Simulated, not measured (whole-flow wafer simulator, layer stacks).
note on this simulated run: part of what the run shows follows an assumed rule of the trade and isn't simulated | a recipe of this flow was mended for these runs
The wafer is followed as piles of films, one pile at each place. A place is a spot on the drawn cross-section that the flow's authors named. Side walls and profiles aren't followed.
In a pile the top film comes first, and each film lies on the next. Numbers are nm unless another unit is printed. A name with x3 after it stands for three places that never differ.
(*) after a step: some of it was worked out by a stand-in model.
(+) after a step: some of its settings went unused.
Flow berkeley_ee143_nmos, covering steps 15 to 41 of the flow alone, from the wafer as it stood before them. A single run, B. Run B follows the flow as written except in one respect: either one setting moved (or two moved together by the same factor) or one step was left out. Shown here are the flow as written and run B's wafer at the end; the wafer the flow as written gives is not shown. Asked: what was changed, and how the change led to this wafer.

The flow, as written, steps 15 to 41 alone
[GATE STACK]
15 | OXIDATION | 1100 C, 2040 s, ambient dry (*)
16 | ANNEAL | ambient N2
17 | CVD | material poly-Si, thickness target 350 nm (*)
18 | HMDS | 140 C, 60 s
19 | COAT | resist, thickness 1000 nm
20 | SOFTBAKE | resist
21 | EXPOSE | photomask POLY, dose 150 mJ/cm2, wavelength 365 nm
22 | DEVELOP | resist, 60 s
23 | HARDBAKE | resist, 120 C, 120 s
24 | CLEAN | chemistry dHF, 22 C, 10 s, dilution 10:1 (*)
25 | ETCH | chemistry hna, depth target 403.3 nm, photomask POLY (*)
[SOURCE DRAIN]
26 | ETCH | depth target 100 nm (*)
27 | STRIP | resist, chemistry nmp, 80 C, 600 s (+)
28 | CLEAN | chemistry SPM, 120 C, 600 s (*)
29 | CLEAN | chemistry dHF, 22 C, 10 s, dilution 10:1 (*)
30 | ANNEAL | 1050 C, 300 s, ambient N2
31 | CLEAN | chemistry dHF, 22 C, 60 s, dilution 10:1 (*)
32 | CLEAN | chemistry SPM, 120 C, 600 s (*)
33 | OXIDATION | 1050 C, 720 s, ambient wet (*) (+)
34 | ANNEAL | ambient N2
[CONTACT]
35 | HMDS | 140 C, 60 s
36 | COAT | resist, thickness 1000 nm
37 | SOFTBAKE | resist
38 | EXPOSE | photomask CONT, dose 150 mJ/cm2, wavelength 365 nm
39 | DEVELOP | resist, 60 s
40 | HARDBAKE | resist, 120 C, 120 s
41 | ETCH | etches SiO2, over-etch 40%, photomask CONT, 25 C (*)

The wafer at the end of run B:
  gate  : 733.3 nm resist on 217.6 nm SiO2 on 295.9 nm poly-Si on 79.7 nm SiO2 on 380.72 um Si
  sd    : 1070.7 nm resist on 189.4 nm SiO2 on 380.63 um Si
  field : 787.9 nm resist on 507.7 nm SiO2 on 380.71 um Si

Cause: step 17, CVD: thickness target 392 nm was run, while the flow as written has thickness target 350 nm.

How this came from the change, step by step:
  17 | CVD | material poly-Si, thickness target 350 nm (*)
      gate, sd, contact, field: +392 poly-Si (new film) (as written it would have been: +350 poly-Si (new film))
  25 | ETCH | chemistry hna, depth target 403.3 nm, photomask POLY (*)
      sd, contact, field: -392 poly-Si (all of it), -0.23 SiO2 (as written it would have been: -350 poly-Si (all of it), -1.07 SiO2)
  36 | COAT | resist, thickness 1000 nm
      gate: +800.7 resist (new film) (as written it would have been: +822.5 resist (new film))
  40 | HARDBAKE | resist, 120 C, 120 s
      gate: -67 resist (as written it would have been: -69 resist)
